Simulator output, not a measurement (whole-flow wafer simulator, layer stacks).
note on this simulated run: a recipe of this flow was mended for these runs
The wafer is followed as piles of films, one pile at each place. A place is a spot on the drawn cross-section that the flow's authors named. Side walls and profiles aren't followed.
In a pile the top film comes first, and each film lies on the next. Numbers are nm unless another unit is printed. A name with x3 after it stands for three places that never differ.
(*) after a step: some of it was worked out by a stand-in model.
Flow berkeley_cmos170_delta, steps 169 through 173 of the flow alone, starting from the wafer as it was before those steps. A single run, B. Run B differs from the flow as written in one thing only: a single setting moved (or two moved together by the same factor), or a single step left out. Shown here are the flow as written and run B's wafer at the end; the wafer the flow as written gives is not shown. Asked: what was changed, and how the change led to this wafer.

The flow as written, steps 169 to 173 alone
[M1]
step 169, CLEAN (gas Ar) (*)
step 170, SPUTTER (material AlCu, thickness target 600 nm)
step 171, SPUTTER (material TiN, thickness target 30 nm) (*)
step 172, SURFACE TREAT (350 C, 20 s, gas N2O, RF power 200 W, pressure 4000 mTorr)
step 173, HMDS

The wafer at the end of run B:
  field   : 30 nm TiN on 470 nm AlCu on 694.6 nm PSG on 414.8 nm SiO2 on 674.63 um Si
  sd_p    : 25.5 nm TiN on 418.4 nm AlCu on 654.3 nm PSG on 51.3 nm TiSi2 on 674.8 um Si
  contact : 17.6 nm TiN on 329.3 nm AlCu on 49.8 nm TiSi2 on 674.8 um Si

Cause: step 170, SPUTTER: thickness target 470 nm was run, though the flow has thickness target 600 nm.
The wafer lets one read it off: field has AlCu 470, and step 170 as written asks for 600 nm.

Step by step, how the change led to this:
  step 170, SPUTTER (material AlCu, thickness target 600 nm)
      field, sd_n, spacer_n, gate, spacer_p, gate_p, m1: AlCu gains 470 (new film) (as written it would have been: AlCu gains 600 (new film))
      sd_p: AlCu gains 418.4 (new film) (as written it would have been: AlCu gains 539.5 (new film))
      (and at 1 other place as well)
  step 171, SPUTTER (material TiN, thickness target 30 nm) (*)
      contact: TiN gains 17.6 (new film) (as written it would have been: TiN gains 16.3 (new film))
